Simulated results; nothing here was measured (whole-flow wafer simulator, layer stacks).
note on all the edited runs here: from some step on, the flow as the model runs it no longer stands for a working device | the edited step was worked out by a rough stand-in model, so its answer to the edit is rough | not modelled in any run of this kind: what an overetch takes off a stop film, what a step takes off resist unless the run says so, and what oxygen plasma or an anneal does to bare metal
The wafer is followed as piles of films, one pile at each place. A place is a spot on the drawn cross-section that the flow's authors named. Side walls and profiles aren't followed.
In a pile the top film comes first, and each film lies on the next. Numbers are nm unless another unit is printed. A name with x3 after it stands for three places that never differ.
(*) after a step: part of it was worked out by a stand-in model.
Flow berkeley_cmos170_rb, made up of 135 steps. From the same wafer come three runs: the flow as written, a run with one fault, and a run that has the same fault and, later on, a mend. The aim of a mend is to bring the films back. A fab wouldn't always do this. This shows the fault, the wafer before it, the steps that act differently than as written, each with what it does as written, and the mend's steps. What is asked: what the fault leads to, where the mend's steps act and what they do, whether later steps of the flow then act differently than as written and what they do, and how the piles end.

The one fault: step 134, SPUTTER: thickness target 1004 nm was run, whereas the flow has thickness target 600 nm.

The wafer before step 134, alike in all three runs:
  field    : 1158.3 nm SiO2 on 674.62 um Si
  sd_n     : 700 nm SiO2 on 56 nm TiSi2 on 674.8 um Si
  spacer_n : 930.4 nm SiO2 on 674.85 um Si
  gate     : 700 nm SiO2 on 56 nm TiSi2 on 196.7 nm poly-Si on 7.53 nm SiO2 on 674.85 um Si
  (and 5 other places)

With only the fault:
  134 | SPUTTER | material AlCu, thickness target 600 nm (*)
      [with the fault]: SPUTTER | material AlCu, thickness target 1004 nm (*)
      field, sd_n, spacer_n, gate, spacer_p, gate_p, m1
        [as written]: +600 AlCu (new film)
        [with the fault]: +1004 AlCu (new film)
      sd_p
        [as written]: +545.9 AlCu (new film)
        [with the fault]: +936.8 AlCu (new film)
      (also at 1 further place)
  Every later step of the flow that is run acts as written at every place that is followed.
  The piles end different from the flow's at field, sd_n, spacer_n and 6 more by more than 2% or 0.5 nm, whichever is larger.
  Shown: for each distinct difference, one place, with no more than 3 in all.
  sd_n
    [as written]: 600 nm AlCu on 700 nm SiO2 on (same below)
    [with the fault]: 1004 nm AlCu on 700 nm SiO2 on (same below)
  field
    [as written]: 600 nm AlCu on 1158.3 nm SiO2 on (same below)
    [with the fault]: 1004 nm AlCu on 1158.3 nm SiO2 on (same below)
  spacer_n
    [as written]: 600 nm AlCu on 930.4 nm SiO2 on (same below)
    [with the fault]: 1004 nm AlCu on 930.4 nm SiO2 on (same below)

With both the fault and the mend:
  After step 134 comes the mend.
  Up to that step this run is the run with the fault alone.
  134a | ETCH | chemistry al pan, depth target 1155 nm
      field, sd_n, spacer_n, gate, spacer_p, gate_p, m1
        -1004 AlCu (all of it)
      sd_p
        -936.8 AlCu (all of it)
      contact
        -670.9 AlCu (all of it)
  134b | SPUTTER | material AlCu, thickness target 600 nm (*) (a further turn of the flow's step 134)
      field, sd_n, spacer_n, gate, spacer_p, gate_p, m1
        +600 AlCu (new film)
      sd_p
        +545.9 AlCu (new film)
      contact
        +415.1 AlCu (new film)
  Every later step of the flow that is run acts as written at every place that is followed.
  The piles end the same as the flow's at every place that both follow.
